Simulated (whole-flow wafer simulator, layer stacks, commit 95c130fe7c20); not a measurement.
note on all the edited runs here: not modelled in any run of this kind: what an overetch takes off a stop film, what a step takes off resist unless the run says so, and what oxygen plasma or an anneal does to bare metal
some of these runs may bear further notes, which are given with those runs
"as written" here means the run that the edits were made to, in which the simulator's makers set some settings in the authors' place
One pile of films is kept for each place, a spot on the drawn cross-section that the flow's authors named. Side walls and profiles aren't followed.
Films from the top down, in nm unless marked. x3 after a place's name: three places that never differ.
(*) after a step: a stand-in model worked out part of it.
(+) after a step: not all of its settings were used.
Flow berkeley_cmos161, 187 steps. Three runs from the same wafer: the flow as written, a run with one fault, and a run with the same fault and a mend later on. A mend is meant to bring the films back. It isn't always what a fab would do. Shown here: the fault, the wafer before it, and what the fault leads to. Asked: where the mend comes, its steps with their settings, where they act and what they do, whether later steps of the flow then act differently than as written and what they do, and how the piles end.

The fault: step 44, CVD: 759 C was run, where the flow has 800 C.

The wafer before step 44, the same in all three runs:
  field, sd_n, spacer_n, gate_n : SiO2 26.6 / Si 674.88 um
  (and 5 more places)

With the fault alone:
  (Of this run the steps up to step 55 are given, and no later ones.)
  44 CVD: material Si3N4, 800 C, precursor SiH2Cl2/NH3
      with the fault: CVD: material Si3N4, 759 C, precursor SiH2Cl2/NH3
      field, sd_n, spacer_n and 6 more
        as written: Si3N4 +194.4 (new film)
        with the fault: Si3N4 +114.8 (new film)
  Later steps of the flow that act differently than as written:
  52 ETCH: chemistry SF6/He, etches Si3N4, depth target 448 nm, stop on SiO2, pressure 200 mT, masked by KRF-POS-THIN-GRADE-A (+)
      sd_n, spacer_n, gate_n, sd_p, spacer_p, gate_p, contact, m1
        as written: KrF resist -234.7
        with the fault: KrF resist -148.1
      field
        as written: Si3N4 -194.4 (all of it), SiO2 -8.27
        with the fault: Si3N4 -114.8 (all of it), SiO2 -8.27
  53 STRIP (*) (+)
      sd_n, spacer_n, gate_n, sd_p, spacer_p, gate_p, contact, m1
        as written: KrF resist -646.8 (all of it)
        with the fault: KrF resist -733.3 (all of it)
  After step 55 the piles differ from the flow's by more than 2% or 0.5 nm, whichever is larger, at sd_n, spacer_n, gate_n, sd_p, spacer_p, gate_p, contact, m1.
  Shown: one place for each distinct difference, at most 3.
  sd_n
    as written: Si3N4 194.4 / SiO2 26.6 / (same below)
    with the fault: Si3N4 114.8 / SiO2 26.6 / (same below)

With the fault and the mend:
  The mend comes after step 51.
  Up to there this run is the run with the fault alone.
  51a STRIP (*) (+)
      sd_n, spacer_n, gate_n, sd_p, spacer_p, gate_p, contact, m1
        KrF resist -881.5 (all of it)
  51b CLEAN: chemistry SPM (the flow's step 36 once more)
      changes no film at any place that is followed
  51c CVD: material Si3N4, 800 C, precursor SiH2Cl2/NH3 (the flow's step 44 once more, with other settings that aren't printed)
      field, sd_n, spacer_n and 6 more
        Si3N4 +79.7
  51d HMDS (the flow's step 45 once more)
      changes no film at any place that is followed
  51e COAT: KrF resist, thickness 900 nm (the flow's step 46 once more)
      field, sd_n, spacer_n and 6 more
        KrF resist +900 (new film)
  51f SOFTBAKE: KrF resist (the flow's step 47 once more)
      changes no film at any place that is followed
  51g EXPOSE: photomask ACTIVE, dose 18 mJ/cm2, NA 0.5, wavelength 248 nm (*) (the flow's step 48 once more)
      changes no film at any place that is followed
  51h PEB: KrF resist, 130 C (the flow's step 49 once more)
      field, sd_n, spacer_n and 6 more
        KrF resist -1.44
  51i DEVELOP: KrF resist, thickness 900 nm, developer developer-D-0.26N (the flow's step 50 once more)
      sd_n, spacer_n, gate_n, sd_p, spacer_p, gate_p, contact, m1
        KrF resist -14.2
      field
        KrF resist -898.6 (all of it)
  51j HARDBAKE: 120 C, 7200 s (the flow's step 51 once more)
      sd_n, spacer_n, gate_n, sd_p, spacer_p, gate_p, contact, m1
        KrF resist -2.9
  No later step of the flow acts differently than as written, at any place that is followed, by more than 2% or 0.5 nm, whichever is larger.
  At the end the piles are the same as the flow's at every place that both follow.
